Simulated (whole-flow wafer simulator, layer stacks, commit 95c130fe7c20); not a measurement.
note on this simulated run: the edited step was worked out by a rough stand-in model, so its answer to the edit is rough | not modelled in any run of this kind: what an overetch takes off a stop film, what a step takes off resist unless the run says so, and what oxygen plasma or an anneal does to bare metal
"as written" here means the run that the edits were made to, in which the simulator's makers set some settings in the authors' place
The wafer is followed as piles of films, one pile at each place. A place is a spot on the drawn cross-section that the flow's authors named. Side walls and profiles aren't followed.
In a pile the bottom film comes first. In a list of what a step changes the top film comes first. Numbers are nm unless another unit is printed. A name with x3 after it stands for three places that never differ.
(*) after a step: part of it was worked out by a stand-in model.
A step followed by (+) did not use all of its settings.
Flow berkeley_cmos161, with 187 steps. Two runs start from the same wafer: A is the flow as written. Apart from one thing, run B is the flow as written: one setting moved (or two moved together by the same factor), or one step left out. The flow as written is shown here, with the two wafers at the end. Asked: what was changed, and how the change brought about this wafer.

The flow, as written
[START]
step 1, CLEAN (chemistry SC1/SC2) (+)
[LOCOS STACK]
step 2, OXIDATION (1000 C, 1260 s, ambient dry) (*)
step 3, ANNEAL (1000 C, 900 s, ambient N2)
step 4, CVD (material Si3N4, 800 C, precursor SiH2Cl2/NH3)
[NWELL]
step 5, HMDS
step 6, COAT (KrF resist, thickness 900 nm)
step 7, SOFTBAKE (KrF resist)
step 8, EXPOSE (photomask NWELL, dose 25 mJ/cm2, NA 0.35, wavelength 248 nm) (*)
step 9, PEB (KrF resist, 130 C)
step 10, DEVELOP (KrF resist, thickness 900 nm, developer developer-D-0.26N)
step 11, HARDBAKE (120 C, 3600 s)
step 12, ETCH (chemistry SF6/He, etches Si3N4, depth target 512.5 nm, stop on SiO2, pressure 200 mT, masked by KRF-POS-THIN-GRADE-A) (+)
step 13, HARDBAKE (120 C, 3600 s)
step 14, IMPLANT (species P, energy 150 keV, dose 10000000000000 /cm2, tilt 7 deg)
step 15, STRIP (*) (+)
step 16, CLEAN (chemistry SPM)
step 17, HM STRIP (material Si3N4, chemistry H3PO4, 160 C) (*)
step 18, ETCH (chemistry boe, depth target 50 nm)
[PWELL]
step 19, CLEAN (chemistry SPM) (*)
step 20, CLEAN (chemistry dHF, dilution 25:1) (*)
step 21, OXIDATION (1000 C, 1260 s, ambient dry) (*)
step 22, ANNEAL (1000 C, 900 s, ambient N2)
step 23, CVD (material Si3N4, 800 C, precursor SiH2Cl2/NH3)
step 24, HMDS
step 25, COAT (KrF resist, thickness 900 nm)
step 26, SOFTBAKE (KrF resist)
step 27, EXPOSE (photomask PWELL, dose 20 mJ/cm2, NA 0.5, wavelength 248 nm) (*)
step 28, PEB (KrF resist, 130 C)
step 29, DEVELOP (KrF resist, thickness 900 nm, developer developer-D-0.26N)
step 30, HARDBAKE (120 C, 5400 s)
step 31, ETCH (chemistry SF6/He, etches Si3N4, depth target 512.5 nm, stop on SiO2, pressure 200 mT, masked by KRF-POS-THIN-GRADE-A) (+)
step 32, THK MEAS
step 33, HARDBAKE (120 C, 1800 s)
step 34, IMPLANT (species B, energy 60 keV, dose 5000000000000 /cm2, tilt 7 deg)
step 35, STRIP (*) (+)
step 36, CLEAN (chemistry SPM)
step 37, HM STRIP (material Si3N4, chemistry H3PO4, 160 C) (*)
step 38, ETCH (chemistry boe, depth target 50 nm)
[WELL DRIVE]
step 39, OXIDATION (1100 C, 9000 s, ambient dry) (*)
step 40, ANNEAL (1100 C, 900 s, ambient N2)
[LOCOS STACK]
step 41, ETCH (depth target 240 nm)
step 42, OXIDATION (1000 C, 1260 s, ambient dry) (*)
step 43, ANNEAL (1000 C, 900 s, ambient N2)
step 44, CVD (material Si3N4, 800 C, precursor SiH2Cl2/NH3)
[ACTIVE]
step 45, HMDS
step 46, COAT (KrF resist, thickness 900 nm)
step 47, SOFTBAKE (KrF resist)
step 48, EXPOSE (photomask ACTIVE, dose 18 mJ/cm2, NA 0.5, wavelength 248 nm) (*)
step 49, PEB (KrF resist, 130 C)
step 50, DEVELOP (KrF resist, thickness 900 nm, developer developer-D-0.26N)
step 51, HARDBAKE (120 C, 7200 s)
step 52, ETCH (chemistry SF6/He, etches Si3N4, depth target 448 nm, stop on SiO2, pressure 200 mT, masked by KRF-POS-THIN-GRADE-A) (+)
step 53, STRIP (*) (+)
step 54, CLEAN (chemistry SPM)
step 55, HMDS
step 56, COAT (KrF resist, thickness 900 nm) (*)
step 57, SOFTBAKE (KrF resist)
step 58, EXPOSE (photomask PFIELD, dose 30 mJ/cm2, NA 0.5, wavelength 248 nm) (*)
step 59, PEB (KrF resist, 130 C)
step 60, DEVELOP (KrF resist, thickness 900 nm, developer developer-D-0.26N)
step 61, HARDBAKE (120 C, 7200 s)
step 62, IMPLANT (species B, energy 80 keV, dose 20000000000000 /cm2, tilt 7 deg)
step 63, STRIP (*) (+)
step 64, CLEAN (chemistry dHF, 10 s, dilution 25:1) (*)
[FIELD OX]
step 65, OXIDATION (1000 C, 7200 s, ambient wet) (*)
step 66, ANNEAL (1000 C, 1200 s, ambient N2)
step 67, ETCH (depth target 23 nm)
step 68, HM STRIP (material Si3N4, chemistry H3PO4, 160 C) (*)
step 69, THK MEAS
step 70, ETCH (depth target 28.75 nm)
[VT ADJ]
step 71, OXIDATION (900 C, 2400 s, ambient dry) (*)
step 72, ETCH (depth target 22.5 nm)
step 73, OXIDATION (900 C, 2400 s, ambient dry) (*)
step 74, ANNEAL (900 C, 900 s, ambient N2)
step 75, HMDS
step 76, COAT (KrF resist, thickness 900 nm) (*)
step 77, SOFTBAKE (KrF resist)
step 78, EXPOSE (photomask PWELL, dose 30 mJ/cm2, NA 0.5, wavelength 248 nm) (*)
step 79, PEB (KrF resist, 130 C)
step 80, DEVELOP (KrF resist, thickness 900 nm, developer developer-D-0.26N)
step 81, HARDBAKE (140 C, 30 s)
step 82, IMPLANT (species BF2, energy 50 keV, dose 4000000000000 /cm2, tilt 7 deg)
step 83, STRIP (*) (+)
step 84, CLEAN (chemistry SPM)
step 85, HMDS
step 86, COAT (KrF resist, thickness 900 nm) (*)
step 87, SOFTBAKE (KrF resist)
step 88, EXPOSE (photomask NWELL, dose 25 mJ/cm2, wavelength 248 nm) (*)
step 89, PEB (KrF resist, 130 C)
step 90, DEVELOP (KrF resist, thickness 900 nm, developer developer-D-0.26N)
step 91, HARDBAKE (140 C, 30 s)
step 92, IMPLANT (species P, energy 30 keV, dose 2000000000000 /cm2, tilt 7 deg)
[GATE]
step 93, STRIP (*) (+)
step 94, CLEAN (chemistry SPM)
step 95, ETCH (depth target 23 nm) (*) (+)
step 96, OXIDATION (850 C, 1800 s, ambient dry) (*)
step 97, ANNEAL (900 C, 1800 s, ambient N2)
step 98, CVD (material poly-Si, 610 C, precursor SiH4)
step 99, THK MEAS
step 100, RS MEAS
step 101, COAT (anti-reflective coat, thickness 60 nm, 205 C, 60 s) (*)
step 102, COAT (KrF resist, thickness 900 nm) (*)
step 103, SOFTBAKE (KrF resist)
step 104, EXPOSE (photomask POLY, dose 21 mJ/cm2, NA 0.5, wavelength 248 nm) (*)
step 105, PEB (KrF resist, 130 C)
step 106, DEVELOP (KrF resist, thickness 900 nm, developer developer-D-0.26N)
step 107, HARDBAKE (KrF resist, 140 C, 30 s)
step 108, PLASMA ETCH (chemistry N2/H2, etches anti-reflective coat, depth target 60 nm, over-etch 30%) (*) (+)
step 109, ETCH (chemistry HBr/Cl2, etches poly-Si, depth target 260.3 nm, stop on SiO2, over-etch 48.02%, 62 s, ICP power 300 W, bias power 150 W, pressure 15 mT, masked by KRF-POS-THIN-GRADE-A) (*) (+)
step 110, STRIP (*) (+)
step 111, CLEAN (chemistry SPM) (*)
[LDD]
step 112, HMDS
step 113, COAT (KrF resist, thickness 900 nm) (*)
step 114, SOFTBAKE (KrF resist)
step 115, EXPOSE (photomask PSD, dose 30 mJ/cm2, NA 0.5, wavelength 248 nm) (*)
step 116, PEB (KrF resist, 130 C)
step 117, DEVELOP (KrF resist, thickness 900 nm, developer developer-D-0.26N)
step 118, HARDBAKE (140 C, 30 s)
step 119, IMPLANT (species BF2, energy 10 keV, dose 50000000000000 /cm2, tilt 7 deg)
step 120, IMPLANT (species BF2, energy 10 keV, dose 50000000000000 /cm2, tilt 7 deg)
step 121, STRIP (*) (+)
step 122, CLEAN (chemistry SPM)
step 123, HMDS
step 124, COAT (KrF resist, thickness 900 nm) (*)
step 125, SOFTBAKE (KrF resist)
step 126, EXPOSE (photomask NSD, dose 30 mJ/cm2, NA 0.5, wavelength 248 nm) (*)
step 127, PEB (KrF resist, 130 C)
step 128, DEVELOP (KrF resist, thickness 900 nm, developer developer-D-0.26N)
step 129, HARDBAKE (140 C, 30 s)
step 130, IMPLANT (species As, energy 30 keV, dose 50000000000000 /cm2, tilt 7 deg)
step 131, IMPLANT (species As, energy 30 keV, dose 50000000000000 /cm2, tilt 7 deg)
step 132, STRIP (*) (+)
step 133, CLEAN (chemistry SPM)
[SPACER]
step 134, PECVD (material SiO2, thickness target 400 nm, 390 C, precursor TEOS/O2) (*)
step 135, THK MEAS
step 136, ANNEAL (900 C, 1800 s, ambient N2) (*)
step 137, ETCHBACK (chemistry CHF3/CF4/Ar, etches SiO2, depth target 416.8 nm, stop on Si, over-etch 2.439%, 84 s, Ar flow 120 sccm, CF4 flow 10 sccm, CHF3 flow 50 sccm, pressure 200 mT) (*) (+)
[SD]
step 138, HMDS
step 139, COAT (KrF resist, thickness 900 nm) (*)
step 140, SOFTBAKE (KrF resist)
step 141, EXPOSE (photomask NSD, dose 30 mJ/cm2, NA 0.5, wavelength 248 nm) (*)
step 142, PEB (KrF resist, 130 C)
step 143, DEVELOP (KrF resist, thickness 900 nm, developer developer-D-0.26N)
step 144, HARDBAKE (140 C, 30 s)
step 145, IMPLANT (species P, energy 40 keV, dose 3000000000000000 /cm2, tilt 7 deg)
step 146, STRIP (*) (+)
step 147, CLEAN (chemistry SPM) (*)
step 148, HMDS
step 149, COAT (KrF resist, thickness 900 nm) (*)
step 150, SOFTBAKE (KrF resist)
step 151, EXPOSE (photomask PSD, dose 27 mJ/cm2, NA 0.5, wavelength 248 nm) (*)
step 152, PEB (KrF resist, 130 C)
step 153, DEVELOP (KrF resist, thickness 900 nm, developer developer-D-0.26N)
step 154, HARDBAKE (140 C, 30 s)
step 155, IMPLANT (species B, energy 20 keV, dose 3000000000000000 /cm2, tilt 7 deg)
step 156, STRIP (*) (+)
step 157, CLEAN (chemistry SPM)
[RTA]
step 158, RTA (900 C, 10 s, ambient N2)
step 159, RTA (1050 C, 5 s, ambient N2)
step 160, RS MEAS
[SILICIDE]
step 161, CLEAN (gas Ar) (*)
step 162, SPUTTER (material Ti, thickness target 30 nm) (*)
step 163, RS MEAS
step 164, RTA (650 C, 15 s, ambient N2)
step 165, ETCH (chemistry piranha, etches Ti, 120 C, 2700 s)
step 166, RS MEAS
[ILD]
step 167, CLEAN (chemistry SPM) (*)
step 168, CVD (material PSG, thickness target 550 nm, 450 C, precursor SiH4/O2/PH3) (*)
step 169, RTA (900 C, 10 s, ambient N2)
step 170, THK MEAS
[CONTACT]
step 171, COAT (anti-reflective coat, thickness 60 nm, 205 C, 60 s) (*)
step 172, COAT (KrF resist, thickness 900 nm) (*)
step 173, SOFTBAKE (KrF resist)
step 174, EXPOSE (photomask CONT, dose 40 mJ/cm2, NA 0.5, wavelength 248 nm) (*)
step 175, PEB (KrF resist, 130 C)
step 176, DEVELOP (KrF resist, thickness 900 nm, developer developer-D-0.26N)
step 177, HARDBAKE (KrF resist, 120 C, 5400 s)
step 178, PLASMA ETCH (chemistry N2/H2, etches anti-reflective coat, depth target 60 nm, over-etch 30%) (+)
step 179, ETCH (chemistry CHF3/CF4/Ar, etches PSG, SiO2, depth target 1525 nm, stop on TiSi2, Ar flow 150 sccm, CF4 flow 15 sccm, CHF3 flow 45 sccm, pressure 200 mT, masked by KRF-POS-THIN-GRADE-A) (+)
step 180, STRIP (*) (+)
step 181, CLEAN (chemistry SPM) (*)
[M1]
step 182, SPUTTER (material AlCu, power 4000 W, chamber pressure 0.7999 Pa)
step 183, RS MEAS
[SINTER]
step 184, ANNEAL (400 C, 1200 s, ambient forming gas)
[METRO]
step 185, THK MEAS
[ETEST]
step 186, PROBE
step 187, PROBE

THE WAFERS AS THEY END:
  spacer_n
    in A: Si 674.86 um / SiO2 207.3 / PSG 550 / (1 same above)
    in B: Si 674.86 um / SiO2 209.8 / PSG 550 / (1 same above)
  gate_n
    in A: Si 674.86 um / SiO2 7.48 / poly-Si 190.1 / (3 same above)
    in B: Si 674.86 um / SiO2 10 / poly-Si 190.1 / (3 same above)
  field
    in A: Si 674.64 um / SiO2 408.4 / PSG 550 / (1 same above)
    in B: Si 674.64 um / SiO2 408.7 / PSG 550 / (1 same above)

The reason: step 96, OXIDATION: 2880 s was run, though the flow has 1800 s.

The path from the change to this, step by step:
  step 96, OXIDATION (850 C, 1800 s, ambient dry) (*)
      sd_n, spacer_n, gate_n, sd_p, spacer_p, gate_p, contact, m1: A SiO2 gains 7.48 (new film), Si loses 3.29 | B SiO2 gains 10 (new film), Si loses 4.4
